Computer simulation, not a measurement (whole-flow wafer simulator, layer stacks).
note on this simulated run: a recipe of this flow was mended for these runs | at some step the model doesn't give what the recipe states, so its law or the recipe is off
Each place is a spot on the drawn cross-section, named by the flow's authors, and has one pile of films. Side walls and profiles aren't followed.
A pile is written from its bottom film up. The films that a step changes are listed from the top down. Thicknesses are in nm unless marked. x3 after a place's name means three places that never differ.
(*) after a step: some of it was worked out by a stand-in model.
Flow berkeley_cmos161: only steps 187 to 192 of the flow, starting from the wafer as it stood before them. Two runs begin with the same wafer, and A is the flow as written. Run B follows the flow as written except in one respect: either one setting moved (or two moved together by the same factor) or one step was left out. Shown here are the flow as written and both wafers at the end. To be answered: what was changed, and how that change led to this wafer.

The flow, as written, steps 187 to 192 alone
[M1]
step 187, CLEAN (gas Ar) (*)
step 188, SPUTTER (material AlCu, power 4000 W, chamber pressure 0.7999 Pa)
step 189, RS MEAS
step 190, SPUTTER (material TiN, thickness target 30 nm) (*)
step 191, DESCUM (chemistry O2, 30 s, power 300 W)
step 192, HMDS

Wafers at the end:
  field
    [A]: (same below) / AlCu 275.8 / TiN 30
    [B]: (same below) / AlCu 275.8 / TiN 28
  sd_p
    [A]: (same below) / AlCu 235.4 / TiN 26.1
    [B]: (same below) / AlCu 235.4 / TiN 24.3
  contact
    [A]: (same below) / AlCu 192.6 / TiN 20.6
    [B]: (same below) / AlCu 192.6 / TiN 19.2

The reason: step 190, SPUTTER: thickness target 28 nm was run, while the flow as written has thickness target 30 nm.
One can read it off the wafer: field has TiN 28, and step 190 as written asks for 30 nm.

Step by step, how the change led to this:
  step 190, SPUTTER (material TiN, thickness target 30 nm) (*)
      field, sd_n, spacer_n, gate_n, spacer_p, gate_p, m1: A TiN gains 30 (new film) | B TiN gains 28 (new film)
      sd_p: A TiN gains 26.1 (new film) | B TiN gains 24.3 (new film)
      (as well as at 1 more place)
